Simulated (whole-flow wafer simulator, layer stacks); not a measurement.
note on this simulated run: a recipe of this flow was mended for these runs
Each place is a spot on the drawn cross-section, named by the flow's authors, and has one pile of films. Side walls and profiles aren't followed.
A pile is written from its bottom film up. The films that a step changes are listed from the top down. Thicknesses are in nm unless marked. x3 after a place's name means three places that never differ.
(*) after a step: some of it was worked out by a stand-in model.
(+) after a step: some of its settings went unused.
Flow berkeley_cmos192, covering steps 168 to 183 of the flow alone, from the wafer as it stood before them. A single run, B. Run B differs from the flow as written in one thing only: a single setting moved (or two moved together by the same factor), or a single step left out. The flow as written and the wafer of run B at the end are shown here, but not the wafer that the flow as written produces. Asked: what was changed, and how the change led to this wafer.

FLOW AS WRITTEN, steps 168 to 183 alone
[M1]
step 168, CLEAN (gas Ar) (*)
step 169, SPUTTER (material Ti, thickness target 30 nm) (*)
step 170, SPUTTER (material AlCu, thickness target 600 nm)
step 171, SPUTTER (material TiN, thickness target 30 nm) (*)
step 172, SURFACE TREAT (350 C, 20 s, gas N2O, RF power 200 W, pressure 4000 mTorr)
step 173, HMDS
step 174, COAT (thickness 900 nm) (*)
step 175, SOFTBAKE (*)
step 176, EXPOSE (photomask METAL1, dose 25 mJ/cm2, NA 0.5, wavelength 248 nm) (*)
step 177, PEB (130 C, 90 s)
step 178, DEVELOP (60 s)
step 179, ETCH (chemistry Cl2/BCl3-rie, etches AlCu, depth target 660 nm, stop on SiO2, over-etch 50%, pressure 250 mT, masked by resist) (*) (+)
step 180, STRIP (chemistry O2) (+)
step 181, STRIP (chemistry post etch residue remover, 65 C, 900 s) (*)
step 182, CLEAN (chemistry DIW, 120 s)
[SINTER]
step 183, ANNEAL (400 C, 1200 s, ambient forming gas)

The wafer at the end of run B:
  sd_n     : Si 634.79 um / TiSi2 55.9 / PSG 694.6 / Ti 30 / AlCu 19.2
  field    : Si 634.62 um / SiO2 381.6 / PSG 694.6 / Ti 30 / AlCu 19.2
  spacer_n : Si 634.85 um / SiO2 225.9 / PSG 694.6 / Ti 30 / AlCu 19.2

What caused this: step 170, SPUTTER: thickness target 982 nm was run, though the flow has thickness target 600 nm.

Step by step, how the change led to this:
  step 170, SPUTTER (material AlCu, thickness target 600 nm)
      field, sd_n, spacer_n, gate, spacer_p, gate_p, m1: +982 AlCu (new film) (it would be, as written: +600 AlCu (new film))
      sd_p: +931.8 AlCu (new film) (it would be, as written: +557.4 AlCu (new film))
      (and at 1 other place as well)
  step 171, SPUTTER (material TiN, thickness target 30 nm) (*)
      contact: +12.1 TiN (new film) (it would be, as written: +16 TiN (new film))
  step 174, COAT (thickness 900 nm) (*)
      contact: +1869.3 KrF-resist (new film) (it would be, as written: +1717.4 KrF-resist (new film))
  step 179, ETCH (chemistry Cl2/BCl3-rie, etches AlCu, depth target 660 nm, stop on SiO2, over-etch 50%, pressure 250 mT, masked by resist) (*) (+)
      field, sd_n, spacer_n, gate, spacer_p, gate_p: -30 TiN (all of it), -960 AlCu (it would be, as written: -30 TiN (all of it), -600 AlCu (all of it), -30 Ti (all of it), -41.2 PSG)
      sd_p: -26.1 TiN (all of it), -931.8 AlCu (all of it), -26.8 Ti (all of it), -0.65 PSG (it would be, as written: -26.2 TiN (all of it), -557.4 AlCu (all of it), -26.8 Ti (all of it), -47.4 PSG)
  step 180, STRIP (chemistry O2) (+)
      contact: -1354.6 KrF-resist (all of it) (it would be, as written: -1203.2 KrF-resist (all of it))
  step 181, STRIP (chemistry post etch residue remover, 65 C, 900 s) (*)
      field, sd_n, spacer_n, gate, spacer_p, gate_p: -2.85 AlCu (it would be, as written: nothing)
With metal films that touch counted as one body, sd_n has 1 body; the flow as written gives 0 bodies.
With metal films that touch counted as one body, field has 1 body; the flow as written gives 0 bodies.
With metal films that touch counted as one body, spacer_n has 1 body; the flow as written gives 0 bodies.
